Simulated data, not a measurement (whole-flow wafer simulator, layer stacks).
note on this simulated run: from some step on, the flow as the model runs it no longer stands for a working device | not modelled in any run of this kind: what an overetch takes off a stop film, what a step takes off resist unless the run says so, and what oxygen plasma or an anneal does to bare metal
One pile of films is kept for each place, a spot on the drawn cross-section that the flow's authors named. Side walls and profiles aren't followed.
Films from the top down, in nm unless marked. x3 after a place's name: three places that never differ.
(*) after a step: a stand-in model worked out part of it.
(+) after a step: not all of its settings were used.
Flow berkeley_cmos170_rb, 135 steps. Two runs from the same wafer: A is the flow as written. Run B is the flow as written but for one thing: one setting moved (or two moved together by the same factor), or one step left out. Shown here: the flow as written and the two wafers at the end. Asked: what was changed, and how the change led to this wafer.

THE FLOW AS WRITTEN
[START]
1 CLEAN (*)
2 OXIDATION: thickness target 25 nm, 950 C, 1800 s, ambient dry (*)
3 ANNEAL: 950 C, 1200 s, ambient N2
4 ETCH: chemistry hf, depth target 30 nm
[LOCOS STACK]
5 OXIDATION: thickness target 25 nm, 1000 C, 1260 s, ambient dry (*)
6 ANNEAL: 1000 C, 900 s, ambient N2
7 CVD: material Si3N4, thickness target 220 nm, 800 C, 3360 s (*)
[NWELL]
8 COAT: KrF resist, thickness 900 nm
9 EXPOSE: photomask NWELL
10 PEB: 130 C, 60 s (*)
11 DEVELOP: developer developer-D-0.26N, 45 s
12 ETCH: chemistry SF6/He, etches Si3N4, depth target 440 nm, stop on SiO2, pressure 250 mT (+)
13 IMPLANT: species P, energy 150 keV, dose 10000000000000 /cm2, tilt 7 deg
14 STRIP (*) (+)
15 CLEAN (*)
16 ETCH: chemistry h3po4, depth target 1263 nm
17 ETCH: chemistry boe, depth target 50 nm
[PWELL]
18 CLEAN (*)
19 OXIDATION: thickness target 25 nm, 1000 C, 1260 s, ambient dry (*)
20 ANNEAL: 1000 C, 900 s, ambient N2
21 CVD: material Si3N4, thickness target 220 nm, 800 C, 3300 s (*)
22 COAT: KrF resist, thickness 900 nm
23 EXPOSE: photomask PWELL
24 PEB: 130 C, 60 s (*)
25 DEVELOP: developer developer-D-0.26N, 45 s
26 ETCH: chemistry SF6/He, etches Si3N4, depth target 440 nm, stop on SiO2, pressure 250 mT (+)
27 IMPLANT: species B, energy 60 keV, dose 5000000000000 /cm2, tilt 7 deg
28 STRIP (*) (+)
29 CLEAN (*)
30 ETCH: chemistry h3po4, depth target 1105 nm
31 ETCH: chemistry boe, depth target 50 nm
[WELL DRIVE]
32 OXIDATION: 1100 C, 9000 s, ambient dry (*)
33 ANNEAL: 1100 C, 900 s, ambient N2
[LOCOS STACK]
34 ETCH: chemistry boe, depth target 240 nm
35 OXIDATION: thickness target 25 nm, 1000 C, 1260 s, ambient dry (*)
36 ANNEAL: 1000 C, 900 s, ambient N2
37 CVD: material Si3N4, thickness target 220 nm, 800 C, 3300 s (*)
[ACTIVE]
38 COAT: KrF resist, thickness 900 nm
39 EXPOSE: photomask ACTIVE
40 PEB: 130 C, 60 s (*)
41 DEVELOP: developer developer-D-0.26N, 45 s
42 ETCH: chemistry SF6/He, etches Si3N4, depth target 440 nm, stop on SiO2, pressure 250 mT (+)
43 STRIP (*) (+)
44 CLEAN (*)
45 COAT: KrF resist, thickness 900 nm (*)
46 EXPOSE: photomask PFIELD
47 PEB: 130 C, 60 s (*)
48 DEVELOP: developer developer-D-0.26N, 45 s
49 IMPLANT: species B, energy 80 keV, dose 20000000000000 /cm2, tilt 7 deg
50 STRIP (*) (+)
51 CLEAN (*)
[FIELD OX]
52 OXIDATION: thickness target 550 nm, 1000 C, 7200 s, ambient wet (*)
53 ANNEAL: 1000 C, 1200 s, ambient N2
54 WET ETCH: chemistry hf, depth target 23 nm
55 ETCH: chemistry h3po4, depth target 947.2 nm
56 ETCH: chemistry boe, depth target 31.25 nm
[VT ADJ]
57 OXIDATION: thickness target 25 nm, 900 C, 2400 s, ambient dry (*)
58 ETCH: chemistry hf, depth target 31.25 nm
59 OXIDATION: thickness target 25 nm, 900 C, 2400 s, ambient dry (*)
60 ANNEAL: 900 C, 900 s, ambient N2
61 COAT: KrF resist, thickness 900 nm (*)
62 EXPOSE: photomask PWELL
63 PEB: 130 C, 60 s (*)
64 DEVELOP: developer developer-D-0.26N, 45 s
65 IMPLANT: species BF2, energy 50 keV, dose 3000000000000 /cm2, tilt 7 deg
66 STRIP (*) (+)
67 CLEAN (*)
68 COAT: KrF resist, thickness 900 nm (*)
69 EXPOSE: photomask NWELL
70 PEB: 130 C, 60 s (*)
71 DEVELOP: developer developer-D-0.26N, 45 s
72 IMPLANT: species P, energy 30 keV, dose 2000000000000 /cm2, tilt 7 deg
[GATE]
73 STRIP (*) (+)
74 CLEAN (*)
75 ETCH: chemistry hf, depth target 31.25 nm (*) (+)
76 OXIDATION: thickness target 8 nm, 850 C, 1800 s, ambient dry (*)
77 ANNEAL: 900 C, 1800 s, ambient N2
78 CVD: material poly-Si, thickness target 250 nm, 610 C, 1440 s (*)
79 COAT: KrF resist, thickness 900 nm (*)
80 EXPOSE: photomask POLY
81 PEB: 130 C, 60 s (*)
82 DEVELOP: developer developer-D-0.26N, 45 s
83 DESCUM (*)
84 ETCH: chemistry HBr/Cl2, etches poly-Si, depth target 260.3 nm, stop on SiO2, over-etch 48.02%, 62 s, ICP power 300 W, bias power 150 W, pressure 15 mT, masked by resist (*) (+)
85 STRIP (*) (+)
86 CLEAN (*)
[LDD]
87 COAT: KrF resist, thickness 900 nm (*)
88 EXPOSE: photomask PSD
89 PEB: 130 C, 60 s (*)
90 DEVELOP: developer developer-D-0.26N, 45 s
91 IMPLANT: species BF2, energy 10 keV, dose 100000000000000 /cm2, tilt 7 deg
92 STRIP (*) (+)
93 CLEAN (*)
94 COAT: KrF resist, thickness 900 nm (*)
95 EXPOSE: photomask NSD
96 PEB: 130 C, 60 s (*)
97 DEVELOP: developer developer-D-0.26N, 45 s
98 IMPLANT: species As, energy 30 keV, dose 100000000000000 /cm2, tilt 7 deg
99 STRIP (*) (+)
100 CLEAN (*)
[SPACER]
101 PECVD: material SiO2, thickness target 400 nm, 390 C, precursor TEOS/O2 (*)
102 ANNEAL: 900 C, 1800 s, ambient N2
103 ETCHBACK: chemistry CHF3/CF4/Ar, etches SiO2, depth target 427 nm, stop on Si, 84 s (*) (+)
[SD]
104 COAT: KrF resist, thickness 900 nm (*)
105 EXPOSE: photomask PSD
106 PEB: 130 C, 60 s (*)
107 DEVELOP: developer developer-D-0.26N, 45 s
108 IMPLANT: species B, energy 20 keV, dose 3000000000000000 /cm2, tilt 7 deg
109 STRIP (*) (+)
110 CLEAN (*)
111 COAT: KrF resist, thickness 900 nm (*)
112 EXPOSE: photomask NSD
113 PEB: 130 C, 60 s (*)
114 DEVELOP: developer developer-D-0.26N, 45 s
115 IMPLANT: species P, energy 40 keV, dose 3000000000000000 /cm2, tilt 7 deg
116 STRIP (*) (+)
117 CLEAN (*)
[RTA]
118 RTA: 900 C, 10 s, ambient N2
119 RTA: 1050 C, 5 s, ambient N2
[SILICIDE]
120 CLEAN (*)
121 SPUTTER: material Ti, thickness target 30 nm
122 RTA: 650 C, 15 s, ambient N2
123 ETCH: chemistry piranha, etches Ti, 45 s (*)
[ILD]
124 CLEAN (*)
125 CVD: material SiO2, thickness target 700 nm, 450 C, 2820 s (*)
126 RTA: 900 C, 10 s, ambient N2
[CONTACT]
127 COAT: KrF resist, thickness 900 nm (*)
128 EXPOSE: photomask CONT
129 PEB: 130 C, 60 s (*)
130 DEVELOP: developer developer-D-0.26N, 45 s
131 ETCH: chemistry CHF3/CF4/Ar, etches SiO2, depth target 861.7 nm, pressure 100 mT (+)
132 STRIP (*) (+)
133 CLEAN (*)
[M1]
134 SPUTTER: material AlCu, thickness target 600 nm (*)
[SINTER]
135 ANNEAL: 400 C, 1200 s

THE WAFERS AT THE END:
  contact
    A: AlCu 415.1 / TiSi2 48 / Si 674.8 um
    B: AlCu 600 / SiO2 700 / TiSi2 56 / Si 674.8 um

The cause: step 131, ETCH: chemistry CHF3/CF4/Ar, etches SiO2, depth target 861.7 nm, pressure 100 mT (+), was left out.

How the change led to this, step by step:
  132 STRIP (*) (+)
      field: A KrF resist -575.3 (all of it) | B KrF resist -790.7 (all of it)
      sd_n: A KrF resist -780.4 (all of it) | B KrF resist -995.8 (all of it)
      (and at 6 more places)
  134 SPUTTER: material AlCu, thickness target 600 nm (*)
      contact: A AlCu +415.1 (new film) | B AlCu +600 (new film)
